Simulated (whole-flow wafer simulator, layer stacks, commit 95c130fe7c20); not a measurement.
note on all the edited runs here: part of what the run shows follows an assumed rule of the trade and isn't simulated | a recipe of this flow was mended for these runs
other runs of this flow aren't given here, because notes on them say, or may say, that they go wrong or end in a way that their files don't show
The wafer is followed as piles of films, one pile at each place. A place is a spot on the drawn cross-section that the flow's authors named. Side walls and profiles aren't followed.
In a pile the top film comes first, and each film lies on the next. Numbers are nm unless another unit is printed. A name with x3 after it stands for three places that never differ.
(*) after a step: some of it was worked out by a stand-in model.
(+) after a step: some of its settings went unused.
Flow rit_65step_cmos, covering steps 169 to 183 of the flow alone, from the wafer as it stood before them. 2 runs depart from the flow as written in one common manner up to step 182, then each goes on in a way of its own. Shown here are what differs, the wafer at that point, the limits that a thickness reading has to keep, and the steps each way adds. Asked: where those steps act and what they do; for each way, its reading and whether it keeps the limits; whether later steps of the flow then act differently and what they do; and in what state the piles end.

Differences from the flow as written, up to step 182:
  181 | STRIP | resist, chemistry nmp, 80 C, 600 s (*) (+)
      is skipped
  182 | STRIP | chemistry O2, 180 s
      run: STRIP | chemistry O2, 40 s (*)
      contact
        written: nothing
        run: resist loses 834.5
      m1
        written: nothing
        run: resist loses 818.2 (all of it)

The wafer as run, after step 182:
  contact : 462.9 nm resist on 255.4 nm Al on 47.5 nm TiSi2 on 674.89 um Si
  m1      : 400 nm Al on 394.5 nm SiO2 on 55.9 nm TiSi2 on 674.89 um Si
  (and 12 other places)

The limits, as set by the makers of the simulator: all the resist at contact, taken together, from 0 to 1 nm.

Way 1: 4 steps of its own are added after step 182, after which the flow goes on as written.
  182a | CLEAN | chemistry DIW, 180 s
      alters no film at any place that is followed
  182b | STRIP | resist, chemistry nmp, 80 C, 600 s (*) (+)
      contact
        resist loses 462.9 (all of it)
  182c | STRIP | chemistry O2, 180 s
      alters no film at any place that is followed
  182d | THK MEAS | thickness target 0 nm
      alters no film at any place that is followed
  After step 182d, the reading is 0 nm, within the limits.
  Later steps of the flow that are run all act as written at every place that is followed.
  The piles end the same as the flow's at every place that both follow.

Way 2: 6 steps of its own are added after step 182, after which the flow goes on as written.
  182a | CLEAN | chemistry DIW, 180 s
      alters no film at any place that is followed
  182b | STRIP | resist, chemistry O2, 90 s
      contact
        resist loses 462.9 (all of it)
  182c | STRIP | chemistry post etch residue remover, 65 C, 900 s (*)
      contact, m1
        Al loses 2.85
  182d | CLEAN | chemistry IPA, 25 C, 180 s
      alters no film at any place that is followed
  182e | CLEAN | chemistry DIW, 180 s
      alters no film at any place that is followed
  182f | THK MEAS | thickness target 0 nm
      alters no film at any place that is followed
  After step 182f, the reading is 0 nm, within the limits.
  Later steps of the flow that are run all act as written at every place that is followed.
  When the end is reached, the piles differ only a little from the flow's at the places that both follow, at most by 2% or 0.5 nm, whichever is larger.

Ways within the limits: way 1, way 2.
